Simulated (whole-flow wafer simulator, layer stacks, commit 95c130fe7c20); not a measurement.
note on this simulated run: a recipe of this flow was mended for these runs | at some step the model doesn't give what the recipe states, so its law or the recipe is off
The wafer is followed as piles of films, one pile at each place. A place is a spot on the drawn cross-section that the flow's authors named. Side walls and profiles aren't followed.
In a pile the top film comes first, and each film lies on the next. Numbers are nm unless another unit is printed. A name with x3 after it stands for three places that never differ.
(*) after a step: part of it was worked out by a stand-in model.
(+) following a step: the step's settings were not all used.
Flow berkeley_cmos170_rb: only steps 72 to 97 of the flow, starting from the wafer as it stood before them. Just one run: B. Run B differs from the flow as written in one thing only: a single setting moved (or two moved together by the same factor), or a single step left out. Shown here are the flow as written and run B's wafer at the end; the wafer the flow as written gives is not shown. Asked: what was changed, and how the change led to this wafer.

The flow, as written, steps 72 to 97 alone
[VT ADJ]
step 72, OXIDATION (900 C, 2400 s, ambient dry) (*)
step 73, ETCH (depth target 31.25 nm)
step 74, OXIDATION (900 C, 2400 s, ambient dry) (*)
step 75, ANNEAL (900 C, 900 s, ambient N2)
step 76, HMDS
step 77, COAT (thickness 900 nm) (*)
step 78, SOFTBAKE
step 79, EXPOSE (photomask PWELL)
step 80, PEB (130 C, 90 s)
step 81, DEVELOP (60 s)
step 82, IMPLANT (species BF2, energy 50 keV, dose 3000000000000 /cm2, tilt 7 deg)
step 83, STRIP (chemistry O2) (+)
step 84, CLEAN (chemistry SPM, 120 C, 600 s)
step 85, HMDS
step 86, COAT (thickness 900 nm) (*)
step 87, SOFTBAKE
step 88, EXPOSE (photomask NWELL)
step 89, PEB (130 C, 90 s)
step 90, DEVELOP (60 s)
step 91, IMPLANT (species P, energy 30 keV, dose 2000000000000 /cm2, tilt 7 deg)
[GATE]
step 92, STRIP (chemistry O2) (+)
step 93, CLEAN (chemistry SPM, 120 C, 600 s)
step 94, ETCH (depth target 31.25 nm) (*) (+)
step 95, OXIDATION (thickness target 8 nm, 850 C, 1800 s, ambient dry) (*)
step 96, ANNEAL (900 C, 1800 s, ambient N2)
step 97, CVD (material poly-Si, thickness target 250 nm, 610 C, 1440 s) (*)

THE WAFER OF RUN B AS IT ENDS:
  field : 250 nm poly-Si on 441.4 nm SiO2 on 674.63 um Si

Cause: step 73, ETCH: depth target 21.68 nm was run, whereas the flow has depth target 31.25 nm.

The path from the change to this, step by step:
  step 73, ETCH (depth target 31.25 nm)
      field: SiO2 loses 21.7 (it would be, as written: SiO2 loses 31.2)
